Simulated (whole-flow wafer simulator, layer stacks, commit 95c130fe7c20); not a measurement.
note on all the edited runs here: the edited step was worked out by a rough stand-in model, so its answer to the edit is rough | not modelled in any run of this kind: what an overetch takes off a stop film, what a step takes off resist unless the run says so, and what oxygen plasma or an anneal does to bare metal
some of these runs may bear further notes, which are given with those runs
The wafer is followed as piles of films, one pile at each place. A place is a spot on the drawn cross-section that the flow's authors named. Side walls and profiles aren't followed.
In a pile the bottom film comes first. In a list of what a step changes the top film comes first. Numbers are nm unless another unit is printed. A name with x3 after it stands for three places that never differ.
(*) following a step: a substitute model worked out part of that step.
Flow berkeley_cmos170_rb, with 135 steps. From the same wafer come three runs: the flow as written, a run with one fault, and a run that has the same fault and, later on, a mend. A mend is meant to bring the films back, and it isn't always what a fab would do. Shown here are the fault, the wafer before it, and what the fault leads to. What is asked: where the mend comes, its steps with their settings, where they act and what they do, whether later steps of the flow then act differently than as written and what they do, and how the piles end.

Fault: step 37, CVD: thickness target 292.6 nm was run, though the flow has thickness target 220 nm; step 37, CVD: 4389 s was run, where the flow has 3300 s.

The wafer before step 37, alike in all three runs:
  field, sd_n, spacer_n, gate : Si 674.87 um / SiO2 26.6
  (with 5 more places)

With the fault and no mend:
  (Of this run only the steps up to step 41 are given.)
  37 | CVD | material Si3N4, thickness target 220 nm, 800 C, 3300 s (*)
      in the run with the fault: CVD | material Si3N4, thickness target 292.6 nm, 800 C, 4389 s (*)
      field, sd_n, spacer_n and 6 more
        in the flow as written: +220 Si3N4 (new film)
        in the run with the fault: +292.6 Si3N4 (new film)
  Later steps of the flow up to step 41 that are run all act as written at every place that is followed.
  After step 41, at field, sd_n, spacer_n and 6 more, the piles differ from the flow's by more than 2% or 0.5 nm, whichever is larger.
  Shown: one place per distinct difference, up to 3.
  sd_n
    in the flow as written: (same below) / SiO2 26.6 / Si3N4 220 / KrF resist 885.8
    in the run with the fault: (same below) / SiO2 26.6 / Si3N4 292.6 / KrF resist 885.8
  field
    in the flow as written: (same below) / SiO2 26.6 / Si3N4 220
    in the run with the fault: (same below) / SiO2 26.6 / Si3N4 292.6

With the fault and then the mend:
  After step 37 comes the mend.
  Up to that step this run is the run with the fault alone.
  37a | ETCH | chemistry h3po4, depth target 72.6 nm (the flow's step 30, run once more with other settings)
      field, sd_n, spacer_n and 6 more
        -72.6 Si3N4
  Later steps of the flow that are run all act as written at every place that is followed.
  The piles end the same as the flow's at every place that both follow.
